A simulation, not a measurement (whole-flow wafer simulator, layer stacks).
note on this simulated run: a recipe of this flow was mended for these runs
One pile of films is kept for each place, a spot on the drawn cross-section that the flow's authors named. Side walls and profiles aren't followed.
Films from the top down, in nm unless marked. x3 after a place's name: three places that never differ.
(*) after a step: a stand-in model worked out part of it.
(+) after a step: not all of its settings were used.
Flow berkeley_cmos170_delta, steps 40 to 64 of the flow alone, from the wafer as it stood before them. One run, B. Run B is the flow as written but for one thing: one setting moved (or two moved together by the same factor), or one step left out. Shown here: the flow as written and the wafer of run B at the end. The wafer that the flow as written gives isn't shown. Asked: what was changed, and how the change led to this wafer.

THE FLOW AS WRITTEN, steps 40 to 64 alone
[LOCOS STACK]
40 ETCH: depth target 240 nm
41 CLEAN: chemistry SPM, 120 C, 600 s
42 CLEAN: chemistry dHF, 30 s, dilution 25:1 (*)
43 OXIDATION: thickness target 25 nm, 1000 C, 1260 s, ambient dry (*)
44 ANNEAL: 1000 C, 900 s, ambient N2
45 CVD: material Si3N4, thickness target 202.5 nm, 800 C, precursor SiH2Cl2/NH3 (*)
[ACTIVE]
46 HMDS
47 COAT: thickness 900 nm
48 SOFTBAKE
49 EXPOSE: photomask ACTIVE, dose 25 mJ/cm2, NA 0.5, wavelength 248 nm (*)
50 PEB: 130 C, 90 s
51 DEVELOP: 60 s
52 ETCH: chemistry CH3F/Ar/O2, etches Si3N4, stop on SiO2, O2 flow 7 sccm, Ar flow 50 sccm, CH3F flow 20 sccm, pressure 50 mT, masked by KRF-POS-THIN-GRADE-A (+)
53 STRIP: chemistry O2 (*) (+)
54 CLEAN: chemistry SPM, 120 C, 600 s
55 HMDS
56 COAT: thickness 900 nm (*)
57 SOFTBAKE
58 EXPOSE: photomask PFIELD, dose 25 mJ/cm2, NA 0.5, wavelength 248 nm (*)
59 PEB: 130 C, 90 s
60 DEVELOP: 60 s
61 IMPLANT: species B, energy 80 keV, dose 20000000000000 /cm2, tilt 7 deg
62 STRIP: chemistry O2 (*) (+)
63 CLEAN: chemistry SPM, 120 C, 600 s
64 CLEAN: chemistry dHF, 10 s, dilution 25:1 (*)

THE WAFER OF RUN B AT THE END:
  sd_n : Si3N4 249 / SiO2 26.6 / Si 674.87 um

The cause: step 45, CVD: thickness target 249.6 nm was run, where the flow has thickness target 202.5 nm.

How the change led to this, step by step:
  45 CVD: material Si3N4, thickness target 202.5 nm, 800 C, precursor SiH2Cl2/NH3 (*)
      field, sd_n, spacer_n and 6 more: Si3N4 +249.6 (new film) (as written it would be: Si3N4 +202.5 (new film))
  52 ETCH: chemistry CH3F/Ar/O2, etches Si3N4, stop on SiO2, O2 flow 7 sccm, Ar flow 50 sccm, CH3F flow 20 sccm, pressure 50 mT, masked by KRF-POS-THIN-GRADE-A (+)
      sd_n, spacer_n, gate, sd_p, spacer_p, gate_p, contact, m1: KrF-resist -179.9 (as written it would be: KrF-resist -148.5)
      field: Si3N4 -249.6 (all of it), SiO2 -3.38 (as written it would be: Si3N4 -202.5 (all of it), SiO2 -3.38)
  53 STRIP: chemistry O2 (*) (+)
      sd_n, spacer_n, gate, sd_p, spacer_p, gate_p, contact, m1: KrF-resist -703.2 (all of it) (as written it would be: KrF-resist -734.6 (all of it))
  56 COAT: thickness 900 nm (*)
      sd_n: KrF-resist +770.4 (new film) (as written it would be: KrF-resist +794.3 (new film))
      sd_p: KrF-resist +792.3 (new film) (as written it would be: KrF-resist +812.1 (new film))
      (and at 2 more places)
  62 STRIP: chemistry O2 (*) (+)
      sd_n: KrF-resist -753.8 (all of it) (as written it would be: KrF-resist -777.7 (all of it))
      spacer_n: KrF-resist -791.5 (all of it) (as written it would be: KrF-resist -807.8 (all of it))
      (and at 3 more places)
